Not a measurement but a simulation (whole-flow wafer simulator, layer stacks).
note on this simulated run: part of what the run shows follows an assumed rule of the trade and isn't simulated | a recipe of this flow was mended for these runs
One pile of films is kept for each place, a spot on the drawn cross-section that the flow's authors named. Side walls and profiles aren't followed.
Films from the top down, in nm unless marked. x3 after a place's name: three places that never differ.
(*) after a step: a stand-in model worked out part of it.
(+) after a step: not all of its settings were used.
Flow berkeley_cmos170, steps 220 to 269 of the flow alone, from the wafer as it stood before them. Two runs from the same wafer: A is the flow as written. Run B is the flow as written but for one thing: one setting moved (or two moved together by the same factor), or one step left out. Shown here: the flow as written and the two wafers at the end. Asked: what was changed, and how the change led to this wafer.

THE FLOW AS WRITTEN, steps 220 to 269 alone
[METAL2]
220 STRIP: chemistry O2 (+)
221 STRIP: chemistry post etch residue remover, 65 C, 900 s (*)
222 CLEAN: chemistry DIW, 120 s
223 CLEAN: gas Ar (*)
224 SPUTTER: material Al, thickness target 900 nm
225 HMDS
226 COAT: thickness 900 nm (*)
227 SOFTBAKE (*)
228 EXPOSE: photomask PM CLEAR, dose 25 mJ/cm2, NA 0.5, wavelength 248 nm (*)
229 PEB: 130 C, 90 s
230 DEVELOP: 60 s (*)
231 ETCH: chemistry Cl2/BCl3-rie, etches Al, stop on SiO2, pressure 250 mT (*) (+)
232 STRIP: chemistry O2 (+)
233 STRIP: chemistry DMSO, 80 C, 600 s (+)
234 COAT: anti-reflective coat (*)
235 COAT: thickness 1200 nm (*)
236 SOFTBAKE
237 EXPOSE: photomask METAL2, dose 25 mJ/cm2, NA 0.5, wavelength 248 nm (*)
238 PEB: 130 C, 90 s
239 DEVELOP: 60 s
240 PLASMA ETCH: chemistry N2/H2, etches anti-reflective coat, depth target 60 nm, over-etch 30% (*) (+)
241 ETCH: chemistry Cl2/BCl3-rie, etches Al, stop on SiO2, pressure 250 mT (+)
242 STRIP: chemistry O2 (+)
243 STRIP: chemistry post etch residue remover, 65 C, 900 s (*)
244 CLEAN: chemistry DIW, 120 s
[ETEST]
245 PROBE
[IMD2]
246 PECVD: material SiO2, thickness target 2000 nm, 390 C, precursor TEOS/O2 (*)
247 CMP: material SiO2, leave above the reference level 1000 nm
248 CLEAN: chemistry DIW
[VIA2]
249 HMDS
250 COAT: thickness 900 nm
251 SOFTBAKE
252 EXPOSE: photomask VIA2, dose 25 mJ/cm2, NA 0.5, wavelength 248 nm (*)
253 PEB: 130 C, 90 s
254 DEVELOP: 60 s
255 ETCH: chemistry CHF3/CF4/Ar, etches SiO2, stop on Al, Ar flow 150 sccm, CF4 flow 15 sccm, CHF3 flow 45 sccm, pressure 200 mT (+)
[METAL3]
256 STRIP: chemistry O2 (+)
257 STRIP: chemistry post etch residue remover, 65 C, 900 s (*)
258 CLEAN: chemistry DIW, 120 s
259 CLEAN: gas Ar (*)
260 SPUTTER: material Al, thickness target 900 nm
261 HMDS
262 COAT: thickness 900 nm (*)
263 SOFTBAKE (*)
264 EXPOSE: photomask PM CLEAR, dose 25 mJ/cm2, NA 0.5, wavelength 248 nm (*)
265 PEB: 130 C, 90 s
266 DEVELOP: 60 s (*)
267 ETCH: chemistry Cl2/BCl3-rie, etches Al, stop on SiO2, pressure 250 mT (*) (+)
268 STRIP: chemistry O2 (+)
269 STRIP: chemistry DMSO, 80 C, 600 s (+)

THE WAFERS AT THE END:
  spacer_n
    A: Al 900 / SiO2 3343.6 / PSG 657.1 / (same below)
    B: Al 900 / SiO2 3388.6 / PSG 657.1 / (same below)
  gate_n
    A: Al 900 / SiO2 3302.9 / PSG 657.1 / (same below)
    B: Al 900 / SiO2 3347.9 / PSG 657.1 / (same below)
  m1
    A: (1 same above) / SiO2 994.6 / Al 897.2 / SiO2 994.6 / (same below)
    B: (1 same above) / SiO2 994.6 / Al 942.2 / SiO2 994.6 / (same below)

The cause: step 224, SPUTTER: thickness target 945 nm was run, where the flow has thickness target 900 nm.

How the change led to this, step by step:
  224 SPUTTER: material Al, thickness target 900 nm
      field, mark, sd_n and 9 more: A Al +900 (new film) | B Al +945 (new film)
      via1: A Al +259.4 | B Al +266
  231 ETCH: chemistry Cl2/BCl3-rie, etches Al, stop on SiO2, pressure 250 mT (*) (+)
      field, sd_n, spacer_n and 9 more: A KrF-resist -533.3 | B KrF-resist -555.8
      mark: A Al -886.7 (all of it), SiO2 -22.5 | B Al -931.7 (all of it), SiO2 -22.5
  232 STRIP: chemistry O2 (+)
      field, spacer_n, gate_n: A KrF-resist -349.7 (all of it) | B KrF-resist -327.2 (all of it)
      spacer_p, gate_p: A KrF-resist -349.4 (all of it) | B KrF-resist -326.9 (all of it)
      (and at 6 more places)
  234 COAT: anti-reflective coat (*)
      via1: A anti-reflective coat +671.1 (new film) | B anti-reflective coat +690.4 (new film)
  241 ETCH: chemistry Cl2/BCl3-rie, etches Al, stop on SiO2, pressure 250 mT (+)
      field, sd_n, spacer_n, gate_n, sd_p, spacer_p, gate_p: A Al -900 (all of it), SiO2 -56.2 | B Al -945 (all of it), SiO2 -56.2
      contact, m1, via1, m2, via2: A KrF-resist -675 | B KrF-resist -697.5
      (and at 1 more place)
  242 STRIP: chemistry O2 (+)
      contact: A KrF-resist -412 (all of it), anti-reflective coat -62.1 (all of it) | B KrF-resist -389.7 (all of it), anti-reflective coat -62.1 (all of it)
      m1: A KrF-resist -433.1 (all of it), anti-reflective coat -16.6 (all of it) | B KrF-resist -411.7 (all of it), anti-reflective coat -16.6 (all of it)
      (and at 3 more places)
  246 PECVD: material SiO2, thickness target 2000 nm, 390 C, precursor TEOS/O2 (*)
      via1: A SiO2 +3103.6 (new film), void +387 (new film), SiO2 +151 (new film) | B SiO2 +2569.8 (new film), void +968.5 (new film), SiO2 +141.8 (new film)
  247 CMP: material SiO2, leave above the reference level 1000 nm
      field, sd_n, spacer_n, gate_n, sd_p, spacer_p, gate_p: A SiO2 -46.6 | B SiO2 -1.6
